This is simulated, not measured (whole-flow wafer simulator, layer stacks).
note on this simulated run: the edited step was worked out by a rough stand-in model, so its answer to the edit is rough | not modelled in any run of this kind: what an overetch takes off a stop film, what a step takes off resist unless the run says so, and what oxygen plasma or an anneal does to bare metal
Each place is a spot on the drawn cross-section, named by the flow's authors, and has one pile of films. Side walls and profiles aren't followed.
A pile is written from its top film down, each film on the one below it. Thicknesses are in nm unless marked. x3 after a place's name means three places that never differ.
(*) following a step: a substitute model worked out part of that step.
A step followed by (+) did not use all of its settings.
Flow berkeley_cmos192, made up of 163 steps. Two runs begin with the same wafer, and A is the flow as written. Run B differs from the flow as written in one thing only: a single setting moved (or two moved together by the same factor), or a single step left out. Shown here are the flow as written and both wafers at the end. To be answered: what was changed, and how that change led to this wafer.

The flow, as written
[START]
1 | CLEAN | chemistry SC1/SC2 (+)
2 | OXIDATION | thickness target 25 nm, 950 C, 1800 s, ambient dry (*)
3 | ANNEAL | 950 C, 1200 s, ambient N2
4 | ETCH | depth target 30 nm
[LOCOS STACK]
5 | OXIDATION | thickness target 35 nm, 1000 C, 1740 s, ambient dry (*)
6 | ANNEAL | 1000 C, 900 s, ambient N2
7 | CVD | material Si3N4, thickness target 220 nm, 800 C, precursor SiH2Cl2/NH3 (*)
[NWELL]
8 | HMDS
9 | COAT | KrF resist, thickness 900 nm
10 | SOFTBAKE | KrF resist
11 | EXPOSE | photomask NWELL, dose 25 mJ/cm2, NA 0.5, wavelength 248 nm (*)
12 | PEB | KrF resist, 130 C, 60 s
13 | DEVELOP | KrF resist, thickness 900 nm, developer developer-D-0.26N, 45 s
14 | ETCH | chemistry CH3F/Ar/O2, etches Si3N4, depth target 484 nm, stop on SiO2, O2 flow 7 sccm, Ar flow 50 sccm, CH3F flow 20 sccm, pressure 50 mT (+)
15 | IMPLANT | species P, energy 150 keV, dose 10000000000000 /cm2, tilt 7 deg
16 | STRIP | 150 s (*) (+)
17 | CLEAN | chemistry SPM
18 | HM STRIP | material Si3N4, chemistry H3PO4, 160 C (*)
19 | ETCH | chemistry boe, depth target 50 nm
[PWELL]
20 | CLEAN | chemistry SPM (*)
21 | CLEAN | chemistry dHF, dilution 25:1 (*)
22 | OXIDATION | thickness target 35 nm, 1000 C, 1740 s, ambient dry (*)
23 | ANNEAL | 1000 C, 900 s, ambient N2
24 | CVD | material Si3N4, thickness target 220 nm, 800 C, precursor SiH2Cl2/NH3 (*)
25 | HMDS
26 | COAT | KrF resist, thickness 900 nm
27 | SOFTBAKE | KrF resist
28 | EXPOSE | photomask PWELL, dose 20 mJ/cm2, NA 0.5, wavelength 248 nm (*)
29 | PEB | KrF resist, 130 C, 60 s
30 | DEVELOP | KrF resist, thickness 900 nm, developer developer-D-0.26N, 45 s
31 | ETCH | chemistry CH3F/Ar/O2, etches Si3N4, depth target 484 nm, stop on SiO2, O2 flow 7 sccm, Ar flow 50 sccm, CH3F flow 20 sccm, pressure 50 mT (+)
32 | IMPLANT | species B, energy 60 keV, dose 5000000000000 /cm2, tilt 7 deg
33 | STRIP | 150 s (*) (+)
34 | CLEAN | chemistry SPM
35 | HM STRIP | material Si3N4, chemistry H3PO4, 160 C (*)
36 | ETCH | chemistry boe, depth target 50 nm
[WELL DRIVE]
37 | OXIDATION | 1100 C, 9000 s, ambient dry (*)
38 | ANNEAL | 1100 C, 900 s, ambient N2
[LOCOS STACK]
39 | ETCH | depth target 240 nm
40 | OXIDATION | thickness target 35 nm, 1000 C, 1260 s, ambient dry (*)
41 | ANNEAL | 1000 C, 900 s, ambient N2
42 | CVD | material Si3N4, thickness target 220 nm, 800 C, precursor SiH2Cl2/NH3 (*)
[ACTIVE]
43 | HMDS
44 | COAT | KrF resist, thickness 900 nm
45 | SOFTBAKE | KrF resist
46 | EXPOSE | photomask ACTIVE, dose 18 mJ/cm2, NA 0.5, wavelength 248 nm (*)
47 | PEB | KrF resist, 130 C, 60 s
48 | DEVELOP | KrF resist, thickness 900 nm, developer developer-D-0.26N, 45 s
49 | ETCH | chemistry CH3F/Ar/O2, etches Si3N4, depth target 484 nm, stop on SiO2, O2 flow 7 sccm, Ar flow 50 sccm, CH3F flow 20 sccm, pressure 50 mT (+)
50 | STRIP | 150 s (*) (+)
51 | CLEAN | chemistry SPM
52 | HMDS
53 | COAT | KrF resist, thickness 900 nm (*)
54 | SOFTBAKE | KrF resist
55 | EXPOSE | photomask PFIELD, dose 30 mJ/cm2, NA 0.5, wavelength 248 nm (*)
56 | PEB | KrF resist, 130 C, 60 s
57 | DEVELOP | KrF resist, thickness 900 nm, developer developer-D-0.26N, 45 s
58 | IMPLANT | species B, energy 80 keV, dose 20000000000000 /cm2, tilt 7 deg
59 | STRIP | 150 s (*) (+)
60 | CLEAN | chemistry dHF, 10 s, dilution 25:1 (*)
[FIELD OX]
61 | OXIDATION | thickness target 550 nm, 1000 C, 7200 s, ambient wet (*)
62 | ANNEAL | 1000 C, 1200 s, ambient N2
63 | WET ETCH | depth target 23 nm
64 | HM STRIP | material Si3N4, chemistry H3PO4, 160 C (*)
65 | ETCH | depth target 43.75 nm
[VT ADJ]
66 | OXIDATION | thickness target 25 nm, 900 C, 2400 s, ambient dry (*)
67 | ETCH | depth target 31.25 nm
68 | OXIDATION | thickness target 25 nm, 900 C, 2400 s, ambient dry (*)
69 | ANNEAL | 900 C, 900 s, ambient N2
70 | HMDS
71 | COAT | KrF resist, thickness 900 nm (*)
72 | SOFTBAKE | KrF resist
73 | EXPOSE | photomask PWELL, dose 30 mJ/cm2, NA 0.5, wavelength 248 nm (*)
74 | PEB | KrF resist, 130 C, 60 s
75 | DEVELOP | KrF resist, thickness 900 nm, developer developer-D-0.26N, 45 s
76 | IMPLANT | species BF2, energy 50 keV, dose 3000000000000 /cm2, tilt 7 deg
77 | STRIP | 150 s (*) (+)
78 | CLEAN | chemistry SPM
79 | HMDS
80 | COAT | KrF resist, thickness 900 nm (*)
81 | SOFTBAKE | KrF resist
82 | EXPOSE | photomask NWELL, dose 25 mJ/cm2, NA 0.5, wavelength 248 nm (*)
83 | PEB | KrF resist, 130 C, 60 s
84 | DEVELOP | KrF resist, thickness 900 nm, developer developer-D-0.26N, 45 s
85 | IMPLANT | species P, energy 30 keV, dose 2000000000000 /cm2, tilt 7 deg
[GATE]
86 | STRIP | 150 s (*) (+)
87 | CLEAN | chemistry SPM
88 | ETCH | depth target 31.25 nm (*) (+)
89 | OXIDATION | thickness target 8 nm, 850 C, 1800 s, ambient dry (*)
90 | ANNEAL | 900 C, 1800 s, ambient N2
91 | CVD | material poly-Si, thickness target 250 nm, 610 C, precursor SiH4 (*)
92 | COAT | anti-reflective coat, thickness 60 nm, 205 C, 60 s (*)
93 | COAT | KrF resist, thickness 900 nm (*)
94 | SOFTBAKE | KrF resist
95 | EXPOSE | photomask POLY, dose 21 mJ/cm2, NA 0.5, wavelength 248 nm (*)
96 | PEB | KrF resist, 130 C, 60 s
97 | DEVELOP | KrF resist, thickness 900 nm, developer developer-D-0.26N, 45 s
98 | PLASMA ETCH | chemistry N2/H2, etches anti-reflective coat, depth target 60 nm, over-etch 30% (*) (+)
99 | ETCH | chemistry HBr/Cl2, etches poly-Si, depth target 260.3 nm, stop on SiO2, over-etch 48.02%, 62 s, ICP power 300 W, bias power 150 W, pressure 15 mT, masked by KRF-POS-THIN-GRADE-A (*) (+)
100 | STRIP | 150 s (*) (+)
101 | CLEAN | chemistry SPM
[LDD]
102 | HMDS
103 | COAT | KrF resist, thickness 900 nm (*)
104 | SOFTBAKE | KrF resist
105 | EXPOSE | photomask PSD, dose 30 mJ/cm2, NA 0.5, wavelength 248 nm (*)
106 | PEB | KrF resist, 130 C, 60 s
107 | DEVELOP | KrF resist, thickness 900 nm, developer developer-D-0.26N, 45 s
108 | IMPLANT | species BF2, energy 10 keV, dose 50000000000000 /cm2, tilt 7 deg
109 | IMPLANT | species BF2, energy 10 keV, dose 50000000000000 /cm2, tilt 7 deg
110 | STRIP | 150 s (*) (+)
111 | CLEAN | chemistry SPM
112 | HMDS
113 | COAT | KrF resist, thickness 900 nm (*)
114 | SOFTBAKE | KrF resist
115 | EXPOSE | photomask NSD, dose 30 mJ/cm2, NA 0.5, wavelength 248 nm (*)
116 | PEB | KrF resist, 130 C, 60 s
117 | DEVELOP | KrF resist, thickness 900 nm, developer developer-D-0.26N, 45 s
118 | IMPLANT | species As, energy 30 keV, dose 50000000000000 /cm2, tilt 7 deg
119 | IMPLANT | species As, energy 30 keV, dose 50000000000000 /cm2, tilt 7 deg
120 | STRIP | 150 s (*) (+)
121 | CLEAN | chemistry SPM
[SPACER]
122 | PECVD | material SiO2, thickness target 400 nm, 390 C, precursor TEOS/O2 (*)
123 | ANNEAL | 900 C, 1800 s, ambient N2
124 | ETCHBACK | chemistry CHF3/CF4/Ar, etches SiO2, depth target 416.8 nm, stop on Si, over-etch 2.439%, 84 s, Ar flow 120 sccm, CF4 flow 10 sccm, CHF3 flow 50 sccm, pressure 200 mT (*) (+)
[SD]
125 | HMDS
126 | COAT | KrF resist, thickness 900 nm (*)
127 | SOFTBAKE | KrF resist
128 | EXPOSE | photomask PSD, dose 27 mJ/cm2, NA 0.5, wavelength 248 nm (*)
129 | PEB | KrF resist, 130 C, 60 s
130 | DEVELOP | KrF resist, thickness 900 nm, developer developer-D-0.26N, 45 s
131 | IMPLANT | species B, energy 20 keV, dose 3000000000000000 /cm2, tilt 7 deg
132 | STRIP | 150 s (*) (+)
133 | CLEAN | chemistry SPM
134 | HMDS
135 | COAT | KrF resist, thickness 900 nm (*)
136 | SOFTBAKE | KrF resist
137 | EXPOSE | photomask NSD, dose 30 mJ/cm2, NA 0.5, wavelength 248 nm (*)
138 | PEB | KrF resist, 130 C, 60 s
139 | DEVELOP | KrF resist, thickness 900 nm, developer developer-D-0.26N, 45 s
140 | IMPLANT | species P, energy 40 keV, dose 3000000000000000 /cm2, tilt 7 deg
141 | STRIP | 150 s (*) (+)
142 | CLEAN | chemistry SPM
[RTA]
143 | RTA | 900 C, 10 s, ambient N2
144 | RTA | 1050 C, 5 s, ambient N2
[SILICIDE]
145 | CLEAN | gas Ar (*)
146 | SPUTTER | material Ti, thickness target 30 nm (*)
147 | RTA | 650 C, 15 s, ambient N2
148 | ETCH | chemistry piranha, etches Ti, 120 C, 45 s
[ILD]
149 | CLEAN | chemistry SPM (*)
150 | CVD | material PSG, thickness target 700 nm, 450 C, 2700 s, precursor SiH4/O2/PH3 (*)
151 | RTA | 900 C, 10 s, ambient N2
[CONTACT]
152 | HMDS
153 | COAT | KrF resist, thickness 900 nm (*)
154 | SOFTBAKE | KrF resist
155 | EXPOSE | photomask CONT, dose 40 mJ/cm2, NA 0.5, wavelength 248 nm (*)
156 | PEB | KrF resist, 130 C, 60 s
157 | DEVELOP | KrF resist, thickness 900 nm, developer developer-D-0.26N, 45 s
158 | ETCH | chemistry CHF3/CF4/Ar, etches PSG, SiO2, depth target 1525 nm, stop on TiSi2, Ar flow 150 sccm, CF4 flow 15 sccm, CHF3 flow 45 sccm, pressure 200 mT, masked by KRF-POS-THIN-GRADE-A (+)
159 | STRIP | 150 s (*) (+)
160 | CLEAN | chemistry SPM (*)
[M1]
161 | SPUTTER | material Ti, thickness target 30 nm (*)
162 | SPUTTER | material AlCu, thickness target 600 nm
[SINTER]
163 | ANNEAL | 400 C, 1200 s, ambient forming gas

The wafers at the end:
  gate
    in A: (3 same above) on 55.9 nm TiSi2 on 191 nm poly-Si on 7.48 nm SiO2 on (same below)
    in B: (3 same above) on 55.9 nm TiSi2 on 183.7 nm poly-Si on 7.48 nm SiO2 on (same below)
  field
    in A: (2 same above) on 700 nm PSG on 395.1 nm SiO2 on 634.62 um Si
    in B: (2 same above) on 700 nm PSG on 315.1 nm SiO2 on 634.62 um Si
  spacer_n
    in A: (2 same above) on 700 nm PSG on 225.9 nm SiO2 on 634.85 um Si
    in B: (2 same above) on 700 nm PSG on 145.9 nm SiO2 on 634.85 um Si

Cause: step 122, PECVD: thickness target 320 nm was run, though the flow has thickness target 400 nm.

Step by step, how the change led to this:
  122 | PECVD | material SiO2, thickness target 400 nm, 390 C, precursor TEOS/O2 (*)
      field, sd_n, contact, m1: A +400 SiO2 | B +320 SiO2
      spacer_n, sd_p, spacer_p: A +385.5 SiO2 | B +308.7 SiO2
      (and at 2 other places as well)
  124 | ETCHBACK | chemistry CHF3/CF4/Ar, etches SiO2, depth target 416.8 nm, stop on Si, over-etch 2.439%, 84 s, Ar flow 120 sccm, CF4 flow 10 sccm, CHF3 flow 50 sccm, pressure 200 mT (*) (+)
      gate, gate_p: A -400 SiO2 (all of it), -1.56 chemical SiO2 (all of it), -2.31 poly-Si | B -320 SiO2 (all of it), -1.56 chemical SiO2 (all of it), -9.59 poly-Si
      sd_n: A -406 SiO2 (all of it) | B -326 SiO2 (all of it)
      (and at 3 other places as well)
  126 | COAT | KrF resist, thickness 900 nm (*)
      sd_n: A +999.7 KrF resist (new film) | B +953.7 KrF resist (new film)
      spacer_n: A +791.6 KrF resist (new film) | B +828.1 KrF resist (new film)
      (and at 6 other places as well)
  130 | DEVELOP | KrF resist, thickness 900 nm, developer developer-D-0.26N, 45 s
      sd_p: A -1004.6 KrF resist (all of it) | B -963.1 KrF resist (all of it)
      spacer_p: A -784.6 KrF resist (all of it) | B -824.5 KrF resist (all of it)
      (and at 1 other place as well)
  132 | STRIP | 150 s (*) (+)
      sd_n: A +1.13 chemical SiO2 (new film), -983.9 KrF resist (all of it), -0.5 Si | B +1.13 chemical SiO2 (new film), -938 KrF resist (all of it), -0.5 Si
      spacer_n: A -776.1 KrF resist (all of it) | B -812.6 KrF resist (all of it)
      (and at 3 other places as well)
  135 | COAT | KrF resist, thickness 900 nm (*)
      sd_n: A +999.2 KrF resist (new film) | B +953.5 KrF resist (new film)
      spacer_n: A +791.1 KrF resist (new film) | B +828.4 KrF resist (new film)
      (and at 6 other places as well)
  139 | DEVELOP | KrF resist, thickness 900 nm, developer developer-D-0.26N, 45 s
      sd_n: A -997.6 KrF resist (all of it) | B -951.9 KrF resist (all of it)
      spacer_n: A -789.9 KrF resist (all of it) | B -827.1 KrF resist (all of it)
      (and at 2 other places as well)
  141 | STRIP | 150 s (*) (+)
      gate_p: A -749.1 KrF resist (all of it), +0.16 chemical SiO2 | B -716.7 KrF resist (all of it), +0.17 chemical SiO2, -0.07 poly-Si
      sd_p: A -989.8 KrF resist (all of it), +0.16 chemical SiO2, -0.07 Si | B -948.6 KrF resist (all of it), +0.17 chemical SiO2, -0.07 Si
      (and at 2 other places as well)
  146 | SPUTTER | material Ti, thickness target 30 nm (*)
      sd_p: A +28 Ti (new film) | B +29.1 Ti (new film)
  147 | RTA | 650 C, 15 s, ambient N2
      sd_p: A -21.9 Ti, +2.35 TiSi first (new film), +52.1 TiSi2 C49 (new film), -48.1 Si | B -22.7 Ti, +4.5 TiSi first (new film), +51.1 TiSi2 C49 (new film), -48.6 Si
  150 | CVD | material PSG, thickness target 700 nm, 450 C, 2700 s, precursor SiH4/O2/PH3 (*)
      sd_p: A +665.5 PSG (new film) | B +682.3 PSG (new film)
  151 | RTA | 900 C, 10 s, ambient N2
      sd_p: A under 1 film: +52.2 TiSi2 (new film), -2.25 TiSi first (all of it), -52.1 TiSi2 C49 (all of it), -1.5 Si | B under 1 film: +54.3 TiSi2 (new film), -4.4 TiSi first (all of it), -51.1 TiSi2 C49 (all of it), -2.92 Si
  153 | COAT | KrF resist, thickness 900 nm (*)
      sd_n: A +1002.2 KrF resist (new film) | B +953.3 KrF resist (new film)
      spacer_n: A +829.8 KrF resist (new film) | B +855.1 KrF resist (new film)
      (and at 6 other places as well)
  157 | DEVELOP | KrF resist, thickness 900 nm, developer developer-D-0.26N, 45 s
      contact: A -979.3 KrF resist (all of it) | B -940.9 KrF resist (all of it)
  159 | STRIP | 150 s (*) (+)
      sd_n: A -792.3 KrF resist (all of it) | B -743.5 KrF resist (all of it)
      spacer_n: A -620.3 KrF resist (all of it) | B -645.5 KrF resist (all of it)
      (and at 5 other places as well)
  161 | SPUTTER | material Ti, thickness target 30 nm (*)
      sd_p: A +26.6 Ti (new film) | B +28.3 Ti (new film)
  162 | SPUTTER | material AlCu, thickness target 600 nm
      sd_p: A +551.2 AlCu (new film) | B +587 AlCu (new film)
